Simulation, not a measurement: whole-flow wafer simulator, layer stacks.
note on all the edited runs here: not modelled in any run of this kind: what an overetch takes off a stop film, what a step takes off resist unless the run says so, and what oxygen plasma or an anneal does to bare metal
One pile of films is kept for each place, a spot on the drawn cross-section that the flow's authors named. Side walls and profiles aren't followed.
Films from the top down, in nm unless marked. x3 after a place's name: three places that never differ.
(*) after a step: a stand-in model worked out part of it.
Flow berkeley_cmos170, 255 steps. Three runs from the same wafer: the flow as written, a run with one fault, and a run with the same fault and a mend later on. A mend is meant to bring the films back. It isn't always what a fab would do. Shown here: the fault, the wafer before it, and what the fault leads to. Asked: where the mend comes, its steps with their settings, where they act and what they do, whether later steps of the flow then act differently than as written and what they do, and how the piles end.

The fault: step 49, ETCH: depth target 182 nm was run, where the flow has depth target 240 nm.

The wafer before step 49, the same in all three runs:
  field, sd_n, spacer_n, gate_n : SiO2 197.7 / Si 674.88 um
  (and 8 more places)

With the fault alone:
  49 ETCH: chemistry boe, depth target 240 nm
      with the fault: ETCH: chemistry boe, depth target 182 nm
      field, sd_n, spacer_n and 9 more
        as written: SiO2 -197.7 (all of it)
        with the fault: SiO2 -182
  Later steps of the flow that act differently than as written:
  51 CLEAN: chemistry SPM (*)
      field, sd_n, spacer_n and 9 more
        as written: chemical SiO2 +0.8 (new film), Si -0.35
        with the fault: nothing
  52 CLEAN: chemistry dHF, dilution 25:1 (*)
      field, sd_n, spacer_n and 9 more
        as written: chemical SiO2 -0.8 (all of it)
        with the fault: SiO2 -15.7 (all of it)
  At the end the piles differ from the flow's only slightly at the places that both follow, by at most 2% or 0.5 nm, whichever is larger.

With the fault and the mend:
  The mend comes after step 50.
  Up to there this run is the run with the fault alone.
  50a ETCH: chemistry boe, depth target 58 nm (the flow's step 49 once more, with other settings)
      field, sd_n, spacer_n and 9 more
        SiO2 -15.7 (all of it)
  No later step of the flow acts differently than as written at any place that is followed.
  At the end the piles are the same as the flow's at every place that both follow.
